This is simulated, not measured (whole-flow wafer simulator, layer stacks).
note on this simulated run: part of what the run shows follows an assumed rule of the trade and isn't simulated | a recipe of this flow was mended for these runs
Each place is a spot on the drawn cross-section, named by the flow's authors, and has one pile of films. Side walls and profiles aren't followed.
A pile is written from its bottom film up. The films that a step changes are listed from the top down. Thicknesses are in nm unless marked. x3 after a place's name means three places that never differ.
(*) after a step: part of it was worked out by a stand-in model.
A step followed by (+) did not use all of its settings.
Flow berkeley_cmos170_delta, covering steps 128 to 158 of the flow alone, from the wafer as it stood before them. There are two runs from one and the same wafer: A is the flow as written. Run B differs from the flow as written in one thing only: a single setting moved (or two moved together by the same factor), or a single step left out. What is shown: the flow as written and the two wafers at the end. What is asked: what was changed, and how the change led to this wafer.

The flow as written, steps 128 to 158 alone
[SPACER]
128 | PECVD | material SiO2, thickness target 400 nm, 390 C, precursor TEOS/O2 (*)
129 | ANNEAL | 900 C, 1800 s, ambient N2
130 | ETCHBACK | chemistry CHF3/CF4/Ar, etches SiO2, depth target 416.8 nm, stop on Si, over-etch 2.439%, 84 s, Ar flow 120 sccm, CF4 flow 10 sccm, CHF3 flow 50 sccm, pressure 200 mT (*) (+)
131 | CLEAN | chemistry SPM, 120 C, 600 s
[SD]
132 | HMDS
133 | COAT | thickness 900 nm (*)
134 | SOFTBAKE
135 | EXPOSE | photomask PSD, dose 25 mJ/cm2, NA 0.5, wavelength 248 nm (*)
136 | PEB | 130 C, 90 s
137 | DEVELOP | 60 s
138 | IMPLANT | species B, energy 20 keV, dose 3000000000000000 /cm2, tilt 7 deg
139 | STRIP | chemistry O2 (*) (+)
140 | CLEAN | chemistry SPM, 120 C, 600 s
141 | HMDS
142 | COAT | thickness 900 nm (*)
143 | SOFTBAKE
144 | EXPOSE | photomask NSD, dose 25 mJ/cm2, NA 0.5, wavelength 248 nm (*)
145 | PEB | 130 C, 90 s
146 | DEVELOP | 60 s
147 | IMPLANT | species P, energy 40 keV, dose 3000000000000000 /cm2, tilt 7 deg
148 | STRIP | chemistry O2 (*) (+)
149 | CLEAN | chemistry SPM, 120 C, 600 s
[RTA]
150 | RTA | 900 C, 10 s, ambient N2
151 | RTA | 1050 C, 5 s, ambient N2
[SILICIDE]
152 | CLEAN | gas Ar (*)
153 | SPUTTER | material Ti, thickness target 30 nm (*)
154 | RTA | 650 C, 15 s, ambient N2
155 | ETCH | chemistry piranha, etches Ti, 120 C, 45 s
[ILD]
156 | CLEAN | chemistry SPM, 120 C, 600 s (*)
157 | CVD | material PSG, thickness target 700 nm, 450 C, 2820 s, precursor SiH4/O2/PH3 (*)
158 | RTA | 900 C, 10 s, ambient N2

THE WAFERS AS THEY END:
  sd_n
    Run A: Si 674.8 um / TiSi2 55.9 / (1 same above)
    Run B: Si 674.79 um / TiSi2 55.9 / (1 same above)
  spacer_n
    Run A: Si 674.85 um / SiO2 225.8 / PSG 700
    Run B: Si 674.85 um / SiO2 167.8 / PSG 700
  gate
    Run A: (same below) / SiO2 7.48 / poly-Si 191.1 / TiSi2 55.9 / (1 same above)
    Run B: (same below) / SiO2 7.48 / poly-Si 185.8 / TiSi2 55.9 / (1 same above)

What caused this: step 128, PECVD: thickness target 342 nm was run, though the flow has thickness target 400 nm.

How this came from the change, step by step:
  128 | PECVD | material SiO2, thickness target 400 nm, 390 C, precursor TEOS/O2 (*)
      field, sd_n, contact, m1: A +400 SiO2 | B +342 SiO2
      spacer_n, sd_p, spacer_p: A +383.7 SiO2 | B +328.4 SiO2
      (and at 2 other places as well)
  130 | ETCHBACK | chemistry CHF3/CF4/Ar, etches SiO2, depth target 416.8 nm, stop on Si, over-etch 2.439%, 84 s, Ar flow 120 sccm, CF4 flow 10 sccm, CHF3 flow 50 sccm, pressure 200 mT (*) (+)
      sd_n: A -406 SiO2 (all of it), -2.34 Si | B -348 SiO2 (all of it), -7.61 Si
      gate: A -400 SiO2 (all of it), -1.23 chemical SiO2 (all of it), -2.34 poly-Si | B -342 SiO2 (all of it), -1.23 chemical SiO2 (all of it), -7.61 poly-Si
      (and at 4 other places as well)
  133 | COAT | thickness 900 nm (*)
      sd_n: A +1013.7 KrF-resist (new film) | B +982.6 KrF-resist (new film)
      spacer_n: A +801.4 KrF-resist (new film) | B +826.1 KrF-resist (new film)
      (and at 6 other places as well)
  137 | DEVELOP | 60 s
      sd_p: A -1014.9 KrF-resist (all of it) | B -988 KrF-resist (all of it)
      spacer_p: A -792.3 KrF-resist (all of it) | B -819.7 KrF-resist (all of it)
      (and at 1 other place as well)
  139 | STRIP | chemistry O2 (*) (+)
      sd_n: A -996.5 KrF-resist (all of it), +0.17 chemical SiO2, -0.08 Si | B -965.4 KrF-resist (all of it), +0.17 chemical SiO2, -0.07 Si
      spacer_n: A -784.8 KrF-resist (all of it) | B -809.3 KrF-resist (all of it)
      (and at 3 other places as well)
  142 | COAT | thickness 900 nm (*)
      sd_n: A +1013.7 KrF-resist (new film) | B +982.5 KrF-resist (new film)
      spacer_n: A +801.5 KrF-resist (new film) | B +826.1 KrF-resist (new film)
      (and at 6 other places as well)
  146 | DEVELOP | 60 s
      sd_n: A -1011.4 KrF-resist (all of it) | B -980.3 KrF-resist (all of it)
      spacer_n: A -799.8 KrF-resist (all of it) | B -824.3 KrF-resist (all of it)
      (and at 3 other places as well)
  148 | STRIP | chemistry O2 (*) (+)
      sd_p: A -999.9 KrF-resist (all of it), +0.07 chemical SiO2 | B -973 KrF-resist (all of it), +0.07 chemical SiO2
      spacer_p: A -777.5 KrF-resist (all of it) | B -804.8 KrF-resist (all of it)
      (and at 1 other place as well)
  153 | SPUTTER | material Ti, thickness target 30 nm (*)
      sd_p: A +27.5 Ti (new film) | B +28.3 Ti (new film)
  154 | RTA | 650 C, 15 s, ambient N2
      sd_p: A -21.5 Ti, +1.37 TiSi first (new film), +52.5 TiSi2 C49 (new film), -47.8 Si | B -22.1 Ti, +2.93 TiSi first (new film), +51.8 TiSi2 C49 (new film), -48.2 Si
  158 | RTA | 900 C, 10 s, ambient N2
      sd_p: A under 1 film: +51.3 TiSi2 (new film), -1.27 TiSi first (all of it), -52.5 TiSi2 C49 (all of it), -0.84 Si | B under 1 film: +52.8 TiSi2 (new film), -2.83 TiSi first (all of it), -51.8 TiSi2 C49 (all of it), -1.88 Si
